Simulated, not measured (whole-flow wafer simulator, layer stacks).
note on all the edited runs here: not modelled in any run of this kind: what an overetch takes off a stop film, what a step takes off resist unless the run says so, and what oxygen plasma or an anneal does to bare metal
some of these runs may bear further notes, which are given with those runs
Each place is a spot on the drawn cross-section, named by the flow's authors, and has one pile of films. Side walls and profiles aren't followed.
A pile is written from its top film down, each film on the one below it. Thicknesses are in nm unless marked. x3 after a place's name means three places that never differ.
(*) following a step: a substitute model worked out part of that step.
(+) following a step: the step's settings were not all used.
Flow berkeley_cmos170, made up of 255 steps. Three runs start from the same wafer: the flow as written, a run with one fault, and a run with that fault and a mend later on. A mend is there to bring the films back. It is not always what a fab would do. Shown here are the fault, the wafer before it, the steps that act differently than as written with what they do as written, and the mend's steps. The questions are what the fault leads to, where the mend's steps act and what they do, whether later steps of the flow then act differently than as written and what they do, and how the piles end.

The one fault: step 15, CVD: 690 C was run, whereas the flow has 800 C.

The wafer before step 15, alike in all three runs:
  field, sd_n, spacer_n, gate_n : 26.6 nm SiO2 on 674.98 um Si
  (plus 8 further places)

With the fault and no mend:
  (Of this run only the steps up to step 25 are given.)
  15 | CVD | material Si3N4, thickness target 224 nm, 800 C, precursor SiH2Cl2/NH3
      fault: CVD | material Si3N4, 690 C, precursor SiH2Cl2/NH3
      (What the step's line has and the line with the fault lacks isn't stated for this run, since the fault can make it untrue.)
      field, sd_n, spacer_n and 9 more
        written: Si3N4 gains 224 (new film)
        fault: Si3N4 gains 36.4 (new film)
  Steps further on in the flow that do not act as written:
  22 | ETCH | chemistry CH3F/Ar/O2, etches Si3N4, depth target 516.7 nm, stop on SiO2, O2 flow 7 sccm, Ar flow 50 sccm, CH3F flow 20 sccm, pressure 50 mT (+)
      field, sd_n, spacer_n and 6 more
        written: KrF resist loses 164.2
        fault: KrF resist loses 39.1
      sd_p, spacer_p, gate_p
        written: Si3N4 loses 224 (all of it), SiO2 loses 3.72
        fault: Si3N4 loses 36.4 (all of it), SiO2 loses 3.72
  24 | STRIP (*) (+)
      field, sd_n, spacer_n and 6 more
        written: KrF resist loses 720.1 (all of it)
        fault: KrF resist loses 845.2 (all of it)
  The piles after step 25 differ from the flow's at field, sd_n, spacer_n and 6 more by more than 2% or 0.5 nm, whichever is larger.
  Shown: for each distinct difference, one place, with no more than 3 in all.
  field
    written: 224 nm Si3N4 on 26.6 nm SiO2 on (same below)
    fault: 36.4 nm Si3N4 on 26.6 nm SiO2 on (same below)

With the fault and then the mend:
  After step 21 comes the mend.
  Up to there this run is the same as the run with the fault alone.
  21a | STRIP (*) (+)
      field, sd_n, spacer_n and 6 more
        KrF resist loses 884.4 (all of it)
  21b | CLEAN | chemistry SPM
      does not change any film at any place that is followed
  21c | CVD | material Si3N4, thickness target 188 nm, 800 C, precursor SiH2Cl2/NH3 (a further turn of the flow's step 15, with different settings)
      field, sd_n, spacer_n and 9 more
        Si3N4 gains 188
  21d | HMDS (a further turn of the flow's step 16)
      does not change any film at any place that is followed
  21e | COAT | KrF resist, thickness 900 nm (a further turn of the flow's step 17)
      field, sd_n, spacer_n and 9 more
        KrF resist gains 900 (new film)
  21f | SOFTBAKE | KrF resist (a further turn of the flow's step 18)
      does not change any film at any place that is followed
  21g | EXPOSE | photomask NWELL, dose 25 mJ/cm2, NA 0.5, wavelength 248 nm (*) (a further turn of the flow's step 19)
      does not change any film at any place that is followed
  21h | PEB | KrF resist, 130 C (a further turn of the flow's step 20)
      field, sd_n, spacer_n and 9 more
        KrF resist loses 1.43
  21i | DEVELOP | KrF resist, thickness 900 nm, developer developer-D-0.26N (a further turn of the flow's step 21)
      field, sd_n, spacer_n and 6 more
        KrF resist loses 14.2
      sd_p, spacer_p, gate_p
        KrF resist loses 898.6 (all of it)
  Later steps of the flow that are run all act as written at every place that is followed, up to a difference of at most 2% or 0.5 nm, whichever is larger.
  The piles end the same as the flow's at every place that both follow.
